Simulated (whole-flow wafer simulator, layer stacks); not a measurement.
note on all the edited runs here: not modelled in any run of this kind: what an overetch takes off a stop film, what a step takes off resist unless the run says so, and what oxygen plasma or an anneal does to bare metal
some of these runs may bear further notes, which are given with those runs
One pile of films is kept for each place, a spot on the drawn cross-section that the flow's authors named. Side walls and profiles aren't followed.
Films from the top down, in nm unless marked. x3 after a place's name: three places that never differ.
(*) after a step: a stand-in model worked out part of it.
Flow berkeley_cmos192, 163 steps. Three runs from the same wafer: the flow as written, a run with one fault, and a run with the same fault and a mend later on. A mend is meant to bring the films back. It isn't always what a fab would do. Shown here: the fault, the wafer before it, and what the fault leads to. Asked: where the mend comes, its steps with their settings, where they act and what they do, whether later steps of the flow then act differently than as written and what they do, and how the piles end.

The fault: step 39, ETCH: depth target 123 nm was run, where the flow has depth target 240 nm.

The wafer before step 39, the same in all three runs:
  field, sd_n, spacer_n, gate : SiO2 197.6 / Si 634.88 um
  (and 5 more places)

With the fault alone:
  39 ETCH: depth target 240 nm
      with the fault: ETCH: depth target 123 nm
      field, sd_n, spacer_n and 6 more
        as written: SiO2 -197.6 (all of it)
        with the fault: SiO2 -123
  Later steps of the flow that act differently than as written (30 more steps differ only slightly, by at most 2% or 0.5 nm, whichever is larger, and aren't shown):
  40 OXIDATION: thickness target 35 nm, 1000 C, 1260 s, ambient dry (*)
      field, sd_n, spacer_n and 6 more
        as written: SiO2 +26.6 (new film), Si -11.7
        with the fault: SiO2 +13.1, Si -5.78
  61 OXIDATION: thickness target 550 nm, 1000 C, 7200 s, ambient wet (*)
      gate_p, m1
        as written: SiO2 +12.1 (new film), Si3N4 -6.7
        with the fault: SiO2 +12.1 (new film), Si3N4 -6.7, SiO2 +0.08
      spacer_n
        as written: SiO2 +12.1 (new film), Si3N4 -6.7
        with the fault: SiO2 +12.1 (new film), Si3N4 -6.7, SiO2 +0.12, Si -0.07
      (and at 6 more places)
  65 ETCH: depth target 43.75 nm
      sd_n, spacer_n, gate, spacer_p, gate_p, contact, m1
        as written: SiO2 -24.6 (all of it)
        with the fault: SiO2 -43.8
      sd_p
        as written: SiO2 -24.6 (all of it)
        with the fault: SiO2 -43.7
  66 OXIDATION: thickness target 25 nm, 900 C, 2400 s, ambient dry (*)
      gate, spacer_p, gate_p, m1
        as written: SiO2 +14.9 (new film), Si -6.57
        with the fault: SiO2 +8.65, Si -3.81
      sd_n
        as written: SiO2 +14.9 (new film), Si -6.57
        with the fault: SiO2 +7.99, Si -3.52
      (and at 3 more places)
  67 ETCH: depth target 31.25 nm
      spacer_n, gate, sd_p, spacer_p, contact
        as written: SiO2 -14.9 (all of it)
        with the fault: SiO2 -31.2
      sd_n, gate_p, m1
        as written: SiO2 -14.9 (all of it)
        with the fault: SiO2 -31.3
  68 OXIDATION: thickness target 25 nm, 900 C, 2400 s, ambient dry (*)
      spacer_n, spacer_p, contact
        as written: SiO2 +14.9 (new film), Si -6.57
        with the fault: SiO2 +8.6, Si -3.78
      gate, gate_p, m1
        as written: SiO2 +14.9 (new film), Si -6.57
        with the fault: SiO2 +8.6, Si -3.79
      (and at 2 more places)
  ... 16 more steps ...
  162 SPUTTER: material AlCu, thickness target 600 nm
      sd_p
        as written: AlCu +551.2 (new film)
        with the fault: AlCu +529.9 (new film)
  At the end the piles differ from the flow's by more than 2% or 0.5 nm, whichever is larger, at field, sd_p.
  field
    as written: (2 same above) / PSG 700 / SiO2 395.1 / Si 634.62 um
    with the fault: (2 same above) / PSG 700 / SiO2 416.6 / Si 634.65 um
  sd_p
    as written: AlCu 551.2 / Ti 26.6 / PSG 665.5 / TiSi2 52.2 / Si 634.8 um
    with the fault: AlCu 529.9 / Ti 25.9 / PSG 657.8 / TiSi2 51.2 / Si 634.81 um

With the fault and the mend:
  The mend comes after step 39.
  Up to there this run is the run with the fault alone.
  39a ETCH: depth target 117 nm (the flow's step 39 once more, with other settings)
      field, sd_n, spacer_n and 6 more
        SiO2 -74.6 (all of it)
  No later step of the flow acts differently than as written at any place that is followed.
  At the end the piles are the same as the flow's at every place that both follow.
